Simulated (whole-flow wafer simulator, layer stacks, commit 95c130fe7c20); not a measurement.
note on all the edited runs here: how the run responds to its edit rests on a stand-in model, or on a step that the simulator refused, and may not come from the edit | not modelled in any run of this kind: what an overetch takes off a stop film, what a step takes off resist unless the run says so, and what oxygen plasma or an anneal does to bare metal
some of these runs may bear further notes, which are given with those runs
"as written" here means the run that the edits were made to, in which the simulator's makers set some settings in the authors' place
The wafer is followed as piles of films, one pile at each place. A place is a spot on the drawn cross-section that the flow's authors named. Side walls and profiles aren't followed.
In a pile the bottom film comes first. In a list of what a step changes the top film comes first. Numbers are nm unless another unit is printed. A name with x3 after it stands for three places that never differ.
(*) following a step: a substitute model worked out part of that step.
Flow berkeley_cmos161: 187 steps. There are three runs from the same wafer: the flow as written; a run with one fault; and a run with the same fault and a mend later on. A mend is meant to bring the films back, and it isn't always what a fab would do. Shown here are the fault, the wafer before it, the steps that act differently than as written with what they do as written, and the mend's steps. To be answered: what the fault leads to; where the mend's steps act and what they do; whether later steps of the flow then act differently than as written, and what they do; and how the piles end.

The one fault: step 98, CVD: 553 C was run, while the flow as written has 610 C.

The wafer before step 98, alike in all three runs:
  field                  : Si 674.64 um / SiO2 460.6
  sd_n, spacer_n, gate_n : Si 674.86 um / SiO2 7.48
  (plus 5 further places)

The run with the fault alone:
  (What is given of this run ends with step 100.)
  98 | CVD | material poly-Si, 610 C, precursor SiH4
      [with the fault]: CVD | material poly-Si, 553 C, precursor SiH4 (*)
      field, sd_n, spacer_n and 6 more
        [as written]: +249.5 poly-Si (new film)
        [with the fault]: +67.3 poly-Si (new film)
  None of the later steps of the flow up to step 100 acts differently than as written at any place that is followed.
  The piles after step 100 differ from the flow's at field, sd_n, spacer_n and 6 more by more than 2% or 0.5 nm, whichever is larger.
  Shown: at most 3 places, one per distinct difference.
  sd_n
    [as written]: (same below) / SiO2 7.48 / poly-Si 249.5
    [with the fault]: (same below) / SiO2 7.48 / poly-Si 67.3
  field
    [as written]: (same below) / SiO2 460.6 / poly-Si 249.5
    [with the fault]: (same below) / SiO2 460.6 / poly-Si 67.3

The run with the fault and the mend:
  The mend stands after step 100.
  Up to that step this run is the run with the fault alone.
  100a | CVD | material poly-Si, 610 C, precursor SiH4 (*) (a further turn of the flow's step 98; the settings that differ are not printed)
      field, sd_n, spacer_n and 6 more
        +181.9 poly-Si
  None of the later steps of the flow differs from how it acts as written, at any place that is followed, by more than 2% or 0.5 nm, whichever is larger.
  When the end is reached, the piles differ only a little from the flow's at the places that both follow, at most by 2% or 0.5 nm, whichever is larger.
